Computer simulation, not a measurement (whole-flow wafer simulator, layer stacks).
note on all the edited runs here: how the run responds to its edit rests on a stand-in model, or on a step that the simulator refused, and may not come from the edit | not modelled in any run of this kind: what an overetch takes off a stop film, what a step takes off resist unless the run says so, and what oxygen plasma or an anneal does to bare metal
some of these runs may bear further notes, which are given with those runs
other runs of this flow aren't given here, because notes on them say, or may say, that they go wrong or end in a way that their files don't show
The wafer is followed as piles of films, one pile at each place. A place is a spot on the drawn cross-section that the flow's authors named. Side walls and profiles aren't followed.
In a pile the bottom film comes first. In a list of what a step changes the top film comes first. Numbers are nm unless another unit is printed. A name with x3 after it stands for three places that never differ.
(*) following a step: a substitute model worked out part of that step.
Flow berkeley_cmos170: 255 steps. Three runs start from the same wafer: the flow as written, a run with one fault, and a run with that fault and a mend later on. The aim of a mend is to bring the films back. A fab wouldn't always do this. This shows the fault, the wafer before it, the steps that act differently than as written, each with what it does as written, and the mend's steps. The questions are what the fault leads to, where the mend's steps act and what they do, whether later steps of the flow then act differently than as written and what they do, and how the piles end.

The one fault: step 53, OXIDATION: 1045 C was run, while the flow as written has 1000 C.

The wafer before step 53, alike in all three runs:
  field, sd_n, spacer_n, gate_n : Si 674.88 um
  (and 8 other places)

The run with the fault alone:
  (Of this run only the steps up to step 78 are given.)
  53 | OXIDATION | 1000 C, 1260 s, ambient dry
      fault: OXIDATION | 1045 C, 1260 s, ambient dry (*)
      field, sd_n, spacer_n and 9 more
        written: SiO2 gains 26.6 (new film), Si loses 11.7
        fault: SiO2 gains 39 (new film), Si loses 17.2
  Later steps of the flow acting differently than as written:
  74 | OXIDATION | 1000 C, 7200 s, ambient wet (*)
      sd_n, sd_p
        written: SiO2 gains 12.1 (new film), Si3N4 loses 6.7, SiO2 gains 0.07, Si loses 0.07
        fault: SiO2 gains 12.1 (new film), Si3N4 loses 6.7, SiO2 gains 0.92, Si loses 0.41
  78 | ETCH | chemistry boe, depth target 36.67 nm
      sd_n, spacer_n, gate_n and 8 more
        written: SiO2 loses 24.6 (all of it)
        fault: SiO2 loses 36.7
  After step 78, at sd_n, sd_p, the piles differ from the flow's by more than 2% or 0.5 nm, whichever is larger.
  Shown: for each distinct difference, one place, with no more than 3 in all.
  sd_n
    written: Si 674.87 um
    fault: Si 674.86 um / SiO2 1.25

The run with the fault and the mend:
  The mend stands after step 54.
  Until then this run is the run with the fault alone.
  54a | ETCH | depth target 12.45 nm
      field, sd_n, spacer_n and 9 more
        SiO2 loses 12.5
  None of the later steps of the flow differs from how it acts as written, at any place that is followed, by more than 2% or 0.5 nm, whichever is larger.
  At the end the piles are close to the flow's at the places that both follow, differing by at most 2% or 0.5 nm, whichever is larger.
